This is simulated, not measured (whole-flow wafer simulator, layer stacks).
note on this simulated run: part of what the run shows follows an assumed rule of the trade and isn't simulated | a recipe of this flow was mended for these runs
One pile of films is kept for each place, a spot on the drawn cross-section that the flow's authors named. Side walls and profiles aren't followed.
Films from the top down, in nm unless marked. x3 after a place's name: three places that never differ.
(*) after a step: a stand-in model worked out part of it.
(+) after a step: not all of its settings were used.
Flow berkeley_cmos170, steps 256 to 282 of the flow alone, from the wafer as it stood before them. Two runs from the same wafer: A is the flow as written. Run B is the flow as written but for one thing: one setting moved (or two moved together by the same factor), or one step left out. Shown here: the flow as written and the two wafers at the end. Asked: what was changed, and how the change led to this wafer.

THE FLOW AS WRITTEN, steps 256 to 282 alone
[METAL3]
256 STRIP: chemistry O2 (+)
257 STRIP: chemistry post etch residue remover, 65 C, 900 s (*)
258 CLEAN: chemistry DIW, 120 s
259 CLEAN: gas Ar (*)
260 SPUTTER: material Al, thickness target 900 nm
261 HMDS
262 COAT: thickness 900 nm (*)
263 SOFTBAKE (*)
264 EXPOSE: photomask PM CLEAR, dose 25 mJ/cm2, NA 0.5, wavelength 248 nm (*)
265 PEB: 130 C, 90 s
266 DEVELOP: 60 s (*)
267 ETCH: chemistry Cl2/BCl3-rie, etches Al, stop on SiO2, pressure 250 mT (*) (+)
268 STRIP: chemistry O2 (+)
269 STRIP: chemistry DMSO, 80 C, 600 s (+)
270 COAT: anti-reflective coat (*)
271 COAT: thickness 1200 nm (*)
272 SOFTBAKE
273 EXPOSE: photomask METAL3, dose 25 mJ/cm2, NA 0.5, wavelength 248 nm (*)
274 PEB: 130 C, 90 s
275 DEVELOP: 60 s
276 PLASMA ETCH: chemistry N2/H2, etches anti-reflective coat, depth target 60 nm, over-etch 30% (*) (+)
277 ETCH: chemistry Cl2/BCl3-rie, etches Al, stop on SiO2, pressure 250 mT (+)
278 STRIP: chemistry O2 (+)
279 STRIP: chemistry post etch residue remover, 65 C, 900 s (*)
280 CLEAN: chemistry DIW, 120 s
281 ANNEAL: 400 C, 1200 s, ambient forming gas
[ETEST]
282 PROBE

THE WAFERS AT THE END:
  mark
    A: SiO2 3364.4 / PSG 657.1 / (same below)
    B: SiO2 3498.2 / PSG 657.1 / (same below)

The cause: step 267, ETCH: chemistry Cl2/BCl3-rie, etches Al, stop on SiO2, pressure 250 mT (*) (+), was left out.

How the change led to this, step by step:
  268 STRIP: chemistry O2 (+)
      field, spacer_n, gate_n: A KrF-resist -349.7 (all of it) | B KrF-resist -883 (all of it)
      spacer_p, gate_p: A KrF-resist -349.6 (all of it) | B KrF-resist -882.9 (all of it)
      (and at 7 more places)
  277 ETCH: chemistry Cl2/BCl3-rie, etches Al, stop on SiO2, pressure 250 mT (+)
      mark: A SiO2 -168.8 | B Al -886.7 (all of it), SiO2 -57.9
